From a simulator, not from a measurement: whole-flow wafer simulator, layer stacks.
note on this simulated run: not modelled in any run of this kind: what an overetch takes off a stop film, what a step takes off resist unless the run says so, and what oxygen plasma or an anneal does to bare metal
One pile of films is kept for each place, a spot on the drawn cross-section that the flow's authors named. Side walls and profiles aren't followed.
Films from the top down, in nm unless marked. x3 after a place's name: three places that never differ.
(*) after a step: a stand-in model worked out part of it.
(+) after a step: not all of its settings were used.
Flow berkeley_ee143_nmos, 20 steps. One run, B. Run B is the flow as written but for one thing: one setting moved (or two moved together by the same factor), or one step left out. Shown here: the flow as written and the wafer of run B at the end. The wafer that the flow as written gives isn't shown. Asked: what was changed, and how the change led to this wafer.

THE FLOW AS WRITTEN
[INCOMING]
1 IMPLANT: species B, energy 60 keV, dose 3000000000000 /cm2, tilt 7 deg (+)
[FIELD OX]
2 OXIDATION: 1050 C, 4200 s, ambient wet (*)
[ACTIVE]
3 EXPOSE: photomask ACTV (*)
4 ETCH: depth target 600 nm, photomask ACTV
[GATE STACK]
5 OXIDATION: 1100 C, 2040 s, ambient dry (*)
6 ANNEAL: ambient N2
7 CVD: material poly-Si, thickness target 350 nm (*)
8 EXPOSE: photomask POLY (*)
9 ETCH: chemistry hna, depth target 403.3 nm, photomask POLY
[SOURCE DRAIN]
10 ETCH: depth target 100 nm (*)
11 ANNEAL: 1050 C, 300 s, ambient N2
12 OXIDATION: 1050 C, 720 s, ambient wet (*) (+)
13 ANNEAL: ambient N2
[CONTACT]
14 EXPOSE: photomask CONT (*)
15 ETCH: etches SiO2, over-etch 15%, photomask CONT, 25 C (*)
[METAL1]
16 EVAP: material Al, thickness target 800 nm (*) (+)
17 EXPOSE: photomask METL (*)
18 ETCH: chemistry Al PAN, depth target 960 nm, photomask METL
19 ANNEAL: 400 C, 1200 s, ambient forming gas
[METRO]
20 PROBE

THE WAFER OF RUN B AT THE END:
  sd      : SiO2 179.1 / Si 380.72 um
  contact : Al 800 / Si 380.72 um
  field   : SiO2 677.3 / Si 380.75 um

The cause: step 9, ETCH: depth target 306.3 nm was run, where the flow has depth target 403.3 nm.

How the change led to this, step by step:
  9 ETCH: chemistry hna, depth target 403.3 nm, photomask POLY
      sd, contact, field: poly-Si -306.3 (as written it would be: poly-Si -350 (all of it))
  10 ETCH: depth target 100 nm (*)
      sd, contact: nothing (as written it would be: SiO2 -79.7 (all of it))
      field: nothing (as written it would be: SiO2 -100)
  12 OXIDATION: 1050 C, 720 s, ambient wet (*) (+)
      sd, contact: poly-Si -43.7 (all of it), SiO2 +99.4 (as written it would be: SiO2 +189.4 (new film), Si -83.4)
      field: poly-Si -43.7 (all of it), SiO2 +99.4 (as written it would be: SiO2 +69.1, Si -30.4)
  15 ETCH: etches SiO2, over-etch 15%, photomask CONT, 25 C (*)
      contact: SiO2 -179.1 (all of it) (as written it would be: SiO2 -189.4 (all of it))
